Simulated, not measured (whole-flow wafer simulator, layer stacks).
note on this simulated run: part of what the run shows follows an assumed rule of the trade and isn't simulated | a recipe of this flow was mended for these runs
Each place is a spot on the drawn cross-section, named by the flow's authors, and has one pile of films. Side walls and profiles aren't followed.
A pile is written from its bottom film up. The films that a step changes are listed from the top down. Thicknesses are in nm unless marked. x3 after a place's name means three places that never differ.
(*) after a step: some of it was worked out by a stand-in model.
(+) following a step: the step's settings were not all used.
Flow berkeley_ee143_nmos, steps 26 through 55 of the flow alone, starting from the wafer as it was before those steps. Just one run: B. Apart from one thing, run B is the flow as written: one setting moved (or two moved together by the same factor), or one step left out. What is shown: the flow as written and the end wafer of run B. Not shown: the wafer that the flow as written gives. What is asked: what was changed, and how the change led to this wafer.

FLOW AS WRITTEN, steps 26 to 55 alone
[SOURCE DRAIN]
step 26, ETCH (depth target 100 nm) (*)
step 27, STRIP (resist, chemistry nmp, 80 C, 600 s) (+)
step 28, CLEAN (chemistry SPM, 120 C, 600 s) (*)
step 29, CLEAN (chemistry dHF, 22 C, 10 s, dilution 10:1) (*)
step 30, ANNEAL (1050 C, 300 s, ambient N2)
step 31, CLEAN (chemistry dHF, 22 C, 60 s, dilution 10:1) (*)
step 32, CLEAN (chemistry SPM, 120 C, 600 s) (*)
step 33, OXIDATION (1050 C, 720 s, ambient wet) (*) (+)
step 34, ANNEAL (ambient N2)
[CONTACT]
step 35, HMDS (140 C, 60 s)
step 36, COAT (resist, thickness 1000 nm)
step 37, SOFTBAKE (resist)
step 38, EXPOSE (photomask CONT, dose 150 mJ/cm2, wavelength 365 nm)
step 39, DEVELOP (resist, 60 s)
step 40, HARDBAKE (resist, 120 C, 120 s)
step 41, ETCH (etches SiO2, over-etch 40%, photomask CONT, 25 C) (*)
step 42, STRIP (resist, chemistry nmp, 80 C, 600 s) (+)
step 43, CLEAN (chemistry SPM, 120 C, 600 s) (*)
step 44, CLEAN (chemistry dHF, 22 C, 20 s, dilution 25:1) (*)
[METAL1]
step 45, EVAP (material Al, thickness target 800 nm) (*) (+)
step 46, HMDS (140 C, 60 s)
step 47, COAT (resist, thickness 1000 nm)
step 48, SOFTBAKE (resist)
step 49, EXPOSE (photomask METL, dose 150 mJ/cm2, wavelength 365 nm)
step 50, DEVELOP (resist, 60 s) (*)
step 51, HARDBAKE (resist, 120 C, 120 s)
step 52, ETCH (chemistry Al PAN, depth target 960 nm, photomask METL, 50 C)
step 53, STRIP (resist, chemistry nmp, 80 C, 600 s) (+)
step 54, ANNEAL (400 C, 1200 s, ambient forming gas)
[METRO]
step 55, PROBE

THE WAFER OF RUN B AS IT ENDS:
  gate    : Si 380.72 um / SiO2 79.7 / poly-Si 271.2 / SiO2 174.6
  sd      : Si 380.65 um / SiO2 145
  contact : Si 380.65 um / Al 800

Cause: step 33, OXIDATION: 1022 C was run, whereas the flow has 1050 C.

How this came from the change, step by step:
  step 33, OXIDATION (1050 C, 720 s, ambient wet) (*) (+)
      sd, contact: SiO2 gains 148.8 (new film), chemical SiO2 loses 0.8 (all of it), Si loses 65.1 (in the flow as written it would be: SiO2 gains 189.4 (new film), chemical SiO2 loses 0.8 (all of it), Si loses 83)
      gate: SiO2 gains 178.4 (new film), chemical SiO2 loses 0.8 (all of it), poly-Si loses 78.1 (in the flow as written it would be: SiO2 gains 217.6 (new film), chemical SiO2 loses 0.8 (all of it), poly-Si loses 95.4)
      (also at 1 further place)
  step 41, ETCH (etches SiO2, over-etch 40%, photomask CONT, 25 C) (*)
      contact: SiO2 loses 148.8 (all of it) (in the flow as written it would be: SiO2 loses 189.4 (all of it))
  step 47, COAT (resist, thickness 1000 nm)
      contact: resist gains 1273 (new film) (in the flow as written it would be: resist gains 1301 (new film))
  step 51, HARDBAKE (resist, 120 C, 120 s)
      contact: resist loses 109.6 (in the flow as written it would be: resist loses 112.2)
  step 53, STRIP (resist, chemistry nmp, 80 C, 600 s) (+)
      contact: resist loses 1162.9 (all of it) (in the flow as written it would be: resist loses 1188.4 (all of it))
